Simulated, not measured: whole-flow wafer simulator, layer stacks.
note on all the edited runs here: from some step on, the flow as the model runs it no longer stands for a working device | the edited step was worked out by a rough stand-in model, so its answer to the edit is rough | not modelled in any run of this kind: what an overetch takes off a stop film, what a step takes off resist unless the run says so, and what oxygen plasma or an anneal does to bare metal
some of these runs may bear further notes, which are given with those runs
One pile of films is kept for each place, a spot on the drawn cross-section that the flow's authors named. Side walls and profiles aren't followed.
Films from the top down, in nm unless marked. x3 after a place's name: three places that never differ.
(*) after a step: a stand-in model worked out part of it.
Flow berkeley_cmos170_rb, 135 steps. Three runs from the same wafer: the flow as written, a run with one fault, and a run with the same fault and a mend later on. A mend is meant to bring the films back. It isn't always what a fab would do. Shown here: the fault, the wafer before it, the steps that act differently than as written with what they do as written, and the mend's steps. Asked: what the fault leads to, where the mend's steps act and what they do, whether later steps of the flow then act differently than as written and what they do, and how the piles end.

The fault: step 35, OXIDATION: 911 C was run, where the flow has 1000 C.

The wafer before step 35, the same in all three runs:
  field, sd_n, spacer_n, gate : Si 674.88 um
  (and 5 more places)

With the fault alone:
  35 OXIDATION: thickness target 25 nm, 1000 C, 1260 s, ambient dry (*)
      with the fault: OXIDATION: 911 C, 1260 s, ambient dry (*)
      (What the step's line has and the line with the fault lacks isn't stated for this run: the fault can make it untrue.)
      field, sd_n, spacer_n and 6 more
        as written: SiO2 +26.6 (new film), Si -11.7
        with the fault: SiO2 +11.1 (new film), Si -4.88
  Later steps of the flow that act differently than as written (34 more steps differ only slightly, by at most 2% or 0.5 nm, whichever is larger, and aren't shown):
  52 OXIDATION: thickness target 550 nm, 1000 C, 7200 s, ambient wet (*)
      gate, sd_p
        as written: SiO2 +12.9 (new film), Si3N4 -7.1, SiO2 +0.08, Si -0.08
        with the fault: SiO2 +12.9 (new film), Si3N4 -7.1
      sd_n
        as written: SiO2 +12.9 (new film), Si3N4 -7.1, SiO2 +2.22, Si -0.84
        with the fault: SiO2 +12.9 (new film), Si3N4 -7.1
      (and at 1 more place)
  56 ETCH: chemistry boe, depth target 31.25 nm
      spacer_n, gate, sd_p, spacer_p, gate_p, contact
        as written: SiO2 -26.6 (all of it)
        with the fault: SiO2 -11.1 (all of it)
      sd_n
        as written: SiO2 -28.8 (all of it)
        with the fault: SiO2 -11.1 (all of it)
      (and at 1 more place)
  At the end the piles differ from the flow's only slightly at the places that both follow, by at most 2% or 0.5 nm, whichever is larger.

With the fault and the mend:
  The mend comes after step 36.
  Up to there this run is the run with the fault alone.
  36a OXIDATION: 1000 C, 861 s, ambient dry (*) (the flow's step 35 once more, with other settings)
      field, sd_n, spacer_n and 6 more
        SiO2 +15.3, Si -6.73
  No later step of the flow acts differently than as written, at any place that is followed, by more than 2% or 0.5 nm, whichever is larger.
  At the end the piles differ from the flow's only slightly at the places that both follow, by at most 2% or 0.5 nm, whichever is larger.
